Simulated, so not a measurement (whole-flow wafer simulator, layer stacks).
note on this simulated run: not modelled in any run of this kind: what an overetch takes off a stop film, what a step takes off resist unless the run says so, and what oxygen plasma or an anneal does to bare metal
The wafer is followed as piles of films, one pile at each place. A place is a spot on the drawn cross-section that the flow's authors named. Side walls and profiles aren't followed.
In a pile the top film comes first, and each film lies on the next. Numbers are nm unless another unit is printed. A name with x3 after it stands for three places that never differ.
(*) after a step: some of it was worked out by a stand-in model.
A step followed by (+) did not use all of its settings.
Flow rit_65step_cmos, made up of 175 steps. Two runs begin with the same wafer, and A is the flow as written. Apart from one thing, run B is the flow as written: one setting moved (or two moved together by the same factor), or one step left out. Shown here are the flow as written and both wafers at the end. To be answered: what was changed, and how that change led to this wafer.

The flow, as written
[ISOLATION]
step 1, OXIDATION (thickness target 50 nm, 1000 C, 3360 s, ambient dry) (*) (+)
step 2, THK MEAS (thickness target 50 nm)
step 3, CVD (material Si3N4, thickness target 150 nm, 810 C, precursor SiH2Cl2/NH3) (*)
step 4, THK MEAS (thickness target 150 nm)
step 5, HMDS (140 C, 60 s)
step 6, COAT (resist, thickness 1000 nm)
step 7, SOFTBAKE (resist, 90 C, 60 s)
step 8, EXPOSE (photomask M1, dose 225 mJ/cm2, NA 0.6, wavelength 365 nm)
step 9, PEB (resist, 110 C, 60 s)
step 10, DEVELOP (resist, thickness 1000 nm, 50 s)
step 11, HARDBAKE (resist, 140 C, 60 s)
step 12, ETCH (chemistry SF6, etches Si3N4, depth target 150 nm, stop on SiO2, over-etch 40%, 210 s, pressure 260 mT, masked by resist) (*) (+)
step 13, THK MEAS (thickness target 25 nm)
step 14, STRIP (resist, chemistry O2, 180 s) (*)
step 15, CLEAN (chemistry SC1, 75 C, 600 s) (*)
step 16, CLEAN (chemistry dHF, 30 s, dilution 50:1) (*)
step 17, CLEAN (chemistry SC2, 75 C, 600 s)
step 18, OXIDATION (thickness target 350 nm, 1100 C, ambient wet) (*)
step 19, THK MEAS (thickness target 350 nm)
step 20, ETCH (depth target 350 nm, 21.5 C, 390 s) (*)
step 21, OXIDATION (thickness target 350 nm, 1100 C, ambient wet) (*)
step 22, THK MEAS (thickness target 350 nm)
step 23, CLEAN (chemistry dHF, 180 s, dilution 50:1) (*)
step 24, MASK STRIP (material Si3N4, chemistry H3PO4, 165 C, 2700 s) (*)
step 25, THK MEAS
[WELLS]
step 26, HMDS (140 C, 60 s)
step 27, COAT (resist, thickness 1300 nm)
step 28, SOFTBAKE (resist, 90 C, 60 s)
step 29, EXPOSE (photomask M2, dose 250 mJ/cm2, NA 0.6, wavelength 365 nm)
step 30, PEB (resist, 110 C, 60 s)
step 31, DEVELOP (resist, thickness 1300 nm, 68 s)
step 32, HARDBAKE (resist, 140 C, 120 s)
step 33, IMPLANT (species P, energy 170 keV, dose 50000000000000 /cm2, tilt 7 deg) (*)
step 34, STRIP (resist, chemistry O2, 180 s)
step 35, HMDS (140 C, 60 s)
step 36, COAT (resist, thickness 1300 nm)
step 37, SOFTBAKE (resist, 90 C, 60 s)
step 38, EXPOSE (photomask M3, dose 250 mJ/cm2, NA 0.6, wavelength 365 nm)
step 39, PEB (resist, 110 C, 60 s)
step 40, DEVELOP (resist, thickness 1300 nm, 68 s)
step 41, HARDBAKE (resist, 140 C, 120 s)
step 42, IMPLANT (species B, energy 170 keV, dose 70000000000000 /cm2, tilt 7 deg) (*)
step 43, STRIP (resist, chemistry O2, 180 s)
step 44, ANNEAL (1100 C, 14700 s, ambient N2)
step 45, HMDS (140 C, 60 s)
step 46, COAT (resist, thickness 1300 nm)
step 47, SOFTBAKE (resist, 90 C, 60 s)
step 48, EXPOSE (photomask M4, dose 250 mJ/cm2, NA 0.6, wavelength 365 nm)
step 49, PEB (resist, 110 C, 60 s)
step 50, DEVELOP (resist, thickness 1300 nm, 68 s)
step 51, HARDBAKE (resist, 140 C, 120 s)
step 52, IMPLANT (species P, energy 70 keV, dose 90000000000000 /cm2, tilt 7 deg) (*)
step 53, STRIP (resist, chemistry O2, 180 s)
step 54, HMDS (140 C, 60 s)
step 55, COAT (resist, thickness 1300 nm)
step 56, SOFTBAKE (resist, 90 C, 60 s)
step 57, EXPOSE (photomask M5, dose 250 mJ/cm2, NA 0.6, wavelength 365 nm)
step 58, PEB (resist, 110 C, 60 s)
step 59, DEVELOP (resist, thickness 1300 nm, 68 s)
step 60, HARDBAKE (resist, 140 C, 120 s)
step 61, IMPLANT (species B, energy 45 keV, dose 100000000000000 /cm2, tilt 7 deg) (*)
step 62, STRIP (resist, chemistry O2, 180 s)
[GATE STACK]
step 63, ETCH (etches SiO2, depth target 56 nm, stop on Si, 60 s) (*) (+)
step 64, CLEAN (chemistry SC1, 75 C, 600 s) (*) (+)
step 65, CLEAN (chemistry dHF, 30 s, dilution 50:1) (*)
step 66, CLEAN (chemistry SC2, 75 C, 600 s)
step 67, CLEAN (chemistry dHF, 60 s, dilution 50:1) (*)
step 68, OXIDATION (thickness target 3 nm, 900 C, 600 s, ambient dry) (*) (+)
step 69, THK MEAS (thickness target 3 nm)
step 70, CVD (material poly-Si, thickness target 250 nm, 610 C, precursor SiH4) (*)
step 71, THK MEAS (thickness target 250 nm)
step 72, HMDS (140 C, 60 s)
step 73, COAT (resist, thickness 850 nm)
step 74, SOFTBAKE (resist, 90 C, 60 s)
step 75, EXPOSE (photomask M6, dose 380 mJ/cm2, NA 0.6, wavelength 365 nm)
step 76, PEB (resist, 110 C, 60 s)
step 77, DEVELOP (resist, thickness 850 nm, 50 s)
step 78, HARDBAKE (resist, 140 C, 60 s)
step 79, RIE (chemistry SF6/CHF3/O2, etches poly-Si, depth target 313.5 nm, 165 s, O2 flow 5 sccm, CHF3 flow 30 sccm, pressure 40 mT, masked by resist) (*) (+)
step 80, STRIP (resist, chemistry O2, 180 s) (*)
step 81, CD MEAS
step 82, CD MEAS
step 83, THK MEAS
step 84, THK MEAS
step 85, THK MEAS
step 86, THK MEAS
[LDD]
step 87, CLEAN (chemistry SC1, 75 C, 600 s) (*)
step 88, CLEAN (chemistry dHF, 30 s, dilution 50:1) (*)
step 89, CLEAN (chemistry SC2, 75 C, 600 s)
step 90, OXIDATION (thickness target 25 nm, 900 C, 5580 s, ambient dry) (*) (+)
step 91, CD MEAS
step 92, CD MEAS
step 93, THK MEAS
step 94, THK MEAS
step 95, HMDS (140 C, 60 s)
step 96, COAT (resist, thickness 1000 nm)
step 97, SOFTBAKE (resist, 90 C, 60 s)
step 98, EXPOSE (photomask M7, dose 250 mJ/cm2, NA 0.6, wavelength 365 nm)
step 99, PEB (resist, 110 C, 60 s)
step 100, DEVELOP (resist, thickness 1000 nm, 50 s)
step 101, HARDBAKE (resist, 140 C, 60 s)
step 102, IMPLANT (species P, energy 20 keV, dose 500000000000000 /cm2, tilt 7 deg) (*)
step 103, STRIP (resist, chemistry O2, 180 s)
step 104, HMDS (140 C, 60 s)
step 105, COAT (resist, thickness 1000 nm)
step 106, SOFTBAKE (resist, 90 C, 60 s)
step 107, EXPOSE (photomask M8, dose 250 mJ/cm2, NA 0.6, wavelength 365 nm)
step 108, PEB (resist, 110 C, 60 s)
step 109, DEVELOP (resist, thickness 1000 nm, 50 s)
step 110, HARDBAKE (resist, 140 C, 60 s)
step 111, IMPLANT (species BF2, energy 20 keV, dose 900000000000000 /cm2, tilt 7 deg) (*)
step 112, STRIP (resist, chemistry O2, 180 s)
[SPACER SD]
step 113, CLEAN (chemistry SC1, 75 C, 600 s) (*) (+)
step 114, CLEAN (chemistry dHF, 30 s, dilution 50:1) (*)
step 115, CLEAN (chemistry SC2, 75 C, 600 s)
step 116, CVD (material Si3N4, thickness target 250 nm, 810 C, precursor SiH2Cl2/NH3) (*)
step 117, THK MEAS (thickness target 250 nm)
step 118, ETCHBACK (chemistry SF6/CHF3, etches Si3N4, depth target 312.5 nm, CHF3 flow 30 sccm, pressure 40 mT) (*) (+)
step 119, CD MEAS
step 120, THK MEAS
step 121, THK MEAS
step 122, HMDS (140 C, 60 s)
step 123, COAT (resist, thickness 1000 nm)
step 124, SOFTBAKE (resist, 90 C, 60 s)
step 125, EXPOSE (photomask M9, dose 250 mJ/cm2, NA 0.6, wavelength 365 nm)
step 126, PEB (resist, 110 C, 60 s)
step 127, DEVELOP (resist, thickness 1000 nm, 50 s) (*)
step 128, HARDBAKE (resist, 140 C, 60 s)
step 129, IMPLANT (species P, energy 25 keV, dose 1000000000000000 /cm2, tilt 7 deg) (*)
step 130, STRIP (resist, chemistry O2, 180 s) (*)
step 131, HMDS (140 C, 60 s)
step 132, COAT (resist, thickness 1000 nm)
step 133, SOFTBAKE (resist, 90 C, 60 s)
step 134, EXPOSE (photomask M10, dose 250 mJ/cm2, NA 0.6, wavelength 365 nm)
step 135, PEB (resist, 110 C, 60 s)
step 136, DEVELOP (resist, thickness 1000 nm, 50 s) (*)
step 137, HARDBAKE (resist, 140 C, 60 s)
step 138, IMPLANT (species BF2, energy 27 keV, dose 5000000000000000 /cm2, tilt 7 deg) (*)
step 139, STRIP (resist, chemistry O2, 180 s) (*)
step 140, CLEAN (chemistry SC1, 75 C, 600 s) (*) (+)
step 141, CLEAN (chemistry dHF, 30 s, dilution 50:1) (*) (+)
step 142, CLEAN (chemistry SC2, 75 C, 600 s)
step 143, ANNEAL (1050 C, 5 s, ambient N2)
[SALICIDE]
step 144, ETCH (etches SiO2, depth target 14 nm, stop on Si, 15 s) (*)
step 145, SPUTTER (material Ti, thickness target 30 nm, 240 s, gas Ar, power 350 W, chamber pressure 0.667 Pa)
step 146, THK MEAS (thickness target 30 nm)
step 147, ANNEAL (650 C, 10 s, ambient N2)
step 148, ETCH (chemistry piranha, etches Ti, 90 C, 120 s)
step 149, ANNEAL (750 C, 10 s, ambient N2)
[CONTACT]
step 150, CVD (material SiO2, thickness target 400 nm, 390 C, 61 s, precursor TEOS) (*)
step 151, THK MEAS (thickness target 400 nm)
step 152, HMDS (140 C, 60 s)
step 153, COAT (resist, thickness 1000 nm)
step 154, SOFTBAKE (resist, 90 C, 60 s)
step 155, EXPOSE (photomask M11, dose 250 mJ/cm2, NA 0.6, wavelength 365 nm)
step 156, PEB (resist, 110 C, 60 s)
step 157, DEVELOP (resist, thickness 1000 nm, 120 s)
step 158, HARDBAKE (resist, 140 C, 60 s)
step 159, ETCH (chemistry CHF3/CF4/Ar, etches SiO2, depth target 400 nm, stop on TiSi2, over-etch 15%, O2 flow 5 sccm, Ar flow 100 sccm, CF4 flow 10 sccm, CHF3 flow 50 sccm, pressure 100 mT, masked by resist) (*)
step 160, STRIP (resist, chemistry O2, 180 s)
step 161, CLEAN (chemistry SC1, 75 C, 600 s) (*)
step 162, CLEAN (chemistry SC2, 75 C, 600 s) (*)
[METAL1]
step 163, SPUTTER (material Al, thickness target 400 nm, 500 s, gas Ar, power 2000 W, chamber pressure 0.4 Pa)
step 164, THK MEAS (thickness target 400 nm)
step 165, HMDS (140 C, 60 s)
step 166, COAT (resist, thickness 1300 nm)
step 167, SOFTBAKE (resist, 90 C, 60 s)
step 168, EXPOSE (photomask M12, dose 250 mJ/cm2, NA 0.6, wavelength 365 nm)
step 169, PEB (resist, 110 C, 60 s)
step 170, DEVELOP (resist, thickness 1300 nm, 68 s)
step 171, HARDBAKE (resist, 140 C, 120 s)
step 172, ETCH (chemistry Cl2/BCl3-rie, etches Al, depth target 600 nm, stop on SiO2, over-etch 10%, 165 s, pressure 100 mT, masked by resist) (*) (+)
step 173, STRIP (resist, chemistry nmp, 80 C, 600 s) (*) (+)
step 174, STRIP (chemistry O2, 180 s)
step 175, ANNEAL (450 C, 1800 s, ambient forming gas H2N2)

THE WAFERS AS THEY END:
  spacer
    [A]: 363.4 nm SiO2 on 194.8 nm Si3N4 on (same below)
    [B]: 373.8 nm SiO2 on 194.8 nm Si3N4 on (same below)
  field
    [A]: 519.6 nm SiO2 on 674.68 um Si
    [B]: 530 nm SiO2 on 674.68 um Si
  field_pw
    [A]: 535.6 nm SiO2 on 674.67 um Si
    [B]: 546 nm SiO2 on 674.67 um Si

What caused this: step 163, SPUTTER: power 2414 W was run, while the flow as written has power 2000 W.

The path from the change to this, step by step:
  step 163, SPUTTER (material Al, thickness target 400 nm, 500 s, gas Ar, power 2000 W, chamber pressure 0.4 Pa)
      field, field_pw, field_p, spacer, spacer_p: A +400 Al (new film) | B +482.8 Al (new film)
      gate_n, gate_p: A +396 Al (new film) | B +473 Al (new film)
      (also at 1 further place)
  step 172, ETCH (chemistry Cl2/BCl3-rie, etches Al, depth target 600 nm, stop on SiO2, over-etch 10%, 165 s, pressure 100 mT, masked by resist) (*) (+)
      field, field_pw, spacer, spacer_p: A -400 Al (all of it), -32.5 SiO2 | B -482.8 Al (all of it), -22.1 SiO2
      gate_n, gate_p: A -396 Al (all of it), -33 SiO2 | B -473 Al (all of it), -23.4 SiO2
      (also at 2 further places)
